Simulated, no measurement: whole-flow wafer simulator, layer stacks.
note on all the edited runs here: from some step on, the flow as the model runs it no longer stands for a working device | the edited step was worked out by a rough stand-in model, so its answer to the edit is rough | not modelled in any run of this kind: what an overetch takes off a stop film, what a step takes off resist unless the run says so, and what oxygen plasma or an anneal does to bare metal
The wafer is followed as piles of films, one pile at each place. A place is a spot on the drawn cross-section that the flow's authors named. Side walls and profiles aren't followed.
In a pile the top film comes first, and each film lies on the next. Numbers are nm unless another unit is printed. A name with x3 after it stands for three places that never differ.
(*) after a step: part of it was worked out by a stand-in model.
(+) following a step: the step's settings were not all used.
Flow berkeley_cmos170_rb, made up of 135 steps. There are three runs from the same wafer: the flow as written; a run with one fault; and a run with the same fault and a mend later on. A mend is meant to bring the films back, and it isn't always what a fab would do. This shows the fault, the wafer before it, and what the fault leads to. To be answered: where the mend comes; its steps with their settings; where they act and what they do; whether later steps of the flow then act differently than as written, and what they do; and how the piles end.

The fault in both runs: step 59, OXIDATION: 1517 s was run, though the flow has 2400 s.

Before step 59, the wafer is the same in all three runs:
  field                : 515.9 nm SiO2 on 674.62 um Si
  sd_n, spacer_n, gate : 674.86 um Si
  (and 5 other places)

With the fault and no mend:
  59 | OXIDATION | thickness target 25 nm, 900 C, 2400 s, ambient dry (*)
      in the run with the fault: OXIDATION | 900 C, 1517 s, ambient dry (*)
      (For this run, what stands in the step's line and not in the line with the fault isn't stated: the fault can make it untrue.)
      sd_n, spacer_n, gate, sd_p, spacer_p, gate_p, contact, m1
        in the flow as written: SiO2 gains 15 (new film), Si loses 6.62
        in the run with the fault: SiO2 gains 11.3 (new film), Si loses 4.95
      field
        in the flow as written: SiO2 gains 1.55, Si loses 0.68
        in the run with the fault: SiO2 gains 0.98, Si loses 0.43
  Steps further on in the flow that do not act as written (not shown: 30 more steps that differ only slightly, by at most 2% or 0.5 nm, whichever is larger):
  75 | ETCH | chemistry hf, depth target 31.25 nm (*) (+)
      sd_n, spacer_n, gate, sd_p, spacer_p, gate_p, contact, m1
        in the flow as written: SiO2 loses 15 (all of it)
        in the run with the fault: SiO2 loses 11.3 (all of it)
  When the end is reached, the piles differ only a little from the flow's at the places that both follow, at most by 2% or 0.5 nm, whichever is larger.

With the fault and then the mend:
  The mend stands after step 60.
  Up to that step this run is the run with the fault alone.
  60a | OXIDATION | 900 C, 869 s, ambient dry (*) (a further turn of the flow's step 59, with different settings)
      sd_n, spacer_n, gate, sd_p, spacer_p, gate_p, contact, m1
        SiO2 gains 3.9, Si loses 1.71
      field
        SiO2 gains 0.56, Si loses 0.25
  Every later step of the flow that is run acts as written, at every place that is followed, to within 2% or 0.5 nm, whichever is larger.
  When the end is reached, the piles differ only a little from the flow's at the places that both follow, at most by 2% or 0.5 nm, whichever is larger.
